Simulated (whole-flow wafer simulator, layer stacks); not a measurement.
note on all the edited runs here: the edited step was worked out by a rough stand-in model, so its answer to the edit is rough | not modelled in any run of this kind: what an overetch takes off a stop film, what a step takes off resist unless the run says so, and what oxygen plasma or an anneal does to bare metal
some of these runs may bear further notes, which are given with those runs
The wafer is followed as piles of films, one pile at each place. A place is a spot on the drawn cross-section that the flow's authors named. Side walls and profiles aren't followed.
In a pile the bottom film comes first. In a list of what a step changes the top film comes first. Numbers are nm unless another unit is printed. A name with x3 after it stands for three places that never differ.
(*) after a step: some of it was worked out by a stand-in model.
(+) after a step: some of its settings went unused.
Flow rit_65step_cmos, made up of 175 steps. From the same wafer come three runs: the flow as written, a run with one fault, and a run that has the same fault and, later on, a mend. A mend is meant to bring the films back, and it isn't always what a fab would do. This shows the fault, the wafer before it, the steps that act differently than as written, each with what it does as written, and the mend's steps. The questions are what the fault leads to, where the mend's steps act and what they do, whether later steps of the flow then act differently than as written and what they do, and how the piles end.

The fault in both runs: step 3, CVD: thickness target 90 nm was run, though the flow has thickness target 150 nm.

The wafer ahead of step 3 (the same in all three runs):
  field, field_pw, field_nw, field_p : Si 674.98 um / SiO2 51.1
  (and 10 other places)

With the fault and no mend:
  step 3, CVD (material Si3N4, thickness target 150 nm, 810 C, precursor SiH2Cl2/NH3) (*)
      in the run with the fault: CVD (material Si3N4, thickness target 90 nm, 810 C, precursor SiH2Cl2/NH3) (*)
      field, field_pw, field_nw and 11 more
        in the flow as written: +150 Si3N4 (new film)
        in the run with the fault: +90 Si3N4 (new film)
  Steps further on in the flow that do not act as written (58 other steps are not shown; they differ only slightly, by no more than 2% or 0.5 nm, whichever is larger):
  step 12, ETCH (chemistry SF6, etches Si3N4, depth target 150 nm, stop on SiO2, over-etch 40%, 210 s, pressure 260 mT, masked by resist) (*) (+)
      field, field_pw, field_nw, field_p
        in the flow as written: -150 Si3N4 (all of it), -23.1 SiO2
        in the run with the fault: -90 Si3N4 (all of it), -46.2 SiO2
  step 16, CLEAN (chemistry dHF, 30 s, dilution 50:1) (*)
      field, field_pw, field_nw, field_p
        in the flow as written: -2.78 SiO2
        in the run with the fault: -2.87 SiO2 (all of it)
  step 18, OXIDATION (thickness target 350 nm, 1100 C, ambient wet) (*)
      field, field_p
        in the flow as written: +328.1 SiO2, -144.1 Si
        in the run with the fault: +347.1 SiO2 (new film), -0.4 chemical SiO2 (all of it), -152.3 Si
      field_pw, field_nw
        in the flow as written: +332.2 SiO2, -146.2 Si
        in the run with the fault: +350 SiO2 (new film), -0.4 chemical SiO2 (all of it), -153.8 Si
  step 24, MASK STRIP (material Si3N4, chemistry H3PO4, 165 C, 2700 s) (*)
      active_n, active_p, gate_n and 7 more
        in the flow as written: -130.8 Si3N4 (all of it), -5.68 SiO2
        in the run with the fault: -70.8 Si3N4 (all of it), -7.97 SiO2
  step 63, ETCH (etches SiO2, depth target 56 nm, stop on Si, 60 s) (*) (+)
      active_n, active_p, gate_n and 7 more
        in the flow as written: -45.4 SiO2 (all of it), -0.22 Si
        in the run with the fault: -43.1 SiO2 (all of it), -0.26 Si
  At the end the piles are close to the flow's at the places that both follow, differing by at most 2% or 0.5 nm, whichever is larger.

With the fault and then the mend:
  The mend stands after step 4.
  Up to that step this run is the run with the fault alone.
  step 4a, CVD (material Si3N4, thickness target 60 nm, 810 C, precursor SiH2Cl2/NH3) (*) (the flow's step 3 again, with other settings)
      field, field_pw, field_nw and 11 more
        +60 Si3N4
  None of the later steps of the flow acts differently than as written at any place that is followed.
  At every place that both follow, the piles at the end match the flow's.
